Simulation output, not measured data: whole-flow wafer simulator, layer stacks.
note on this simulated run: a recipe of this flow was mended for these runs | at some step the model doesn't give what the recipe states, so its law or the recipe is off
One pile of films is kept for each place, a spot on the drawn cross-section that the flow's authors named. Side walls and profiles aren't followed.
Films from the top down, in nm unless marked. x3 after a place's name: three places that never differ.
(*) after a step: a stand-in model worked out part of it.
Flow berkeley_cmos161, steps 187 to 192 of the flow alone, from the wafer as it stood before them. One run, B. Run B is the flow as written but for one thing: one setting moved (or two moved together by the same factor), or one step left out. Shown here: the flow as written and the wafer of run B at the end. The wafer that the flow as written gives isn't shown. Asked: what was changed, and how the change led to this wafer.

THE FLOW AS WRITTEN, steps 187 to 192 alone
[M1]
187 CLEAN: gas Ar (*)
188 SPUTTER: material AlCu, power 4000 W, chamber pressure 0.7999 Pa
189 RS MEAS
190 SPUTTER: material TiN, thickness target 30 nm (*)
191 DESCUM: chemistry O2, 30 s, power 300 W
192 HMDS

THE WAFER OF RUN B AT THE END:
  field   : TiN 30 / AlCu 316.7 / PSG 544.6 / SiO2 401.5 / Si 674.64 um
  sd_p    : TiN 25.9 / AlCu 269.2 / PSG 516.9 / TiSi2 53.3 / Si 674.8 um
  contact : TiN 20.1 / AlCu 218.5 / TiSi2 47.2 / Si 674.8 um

The cause: step 188, SPUTTER: chamber pressure 0.512 Pa was run, where the flow has chamber pressure 0.7999 Pa.

How the change led to this, step by step:
  188 SPUTTER: material AlCu, power 4000 W, chamber pressure 0.7999 Pa
      field, sd_n, spacer_n, gate_n, spacer_p, gate_p, m1: AlCu +316.7 (new film) (as written it would be: AlCu +275.8 (new film))
      sd_p: AlCu +269.2 (new film) (as written it would be: AlCu +235.4 (new film))
      (and at 1 more place)
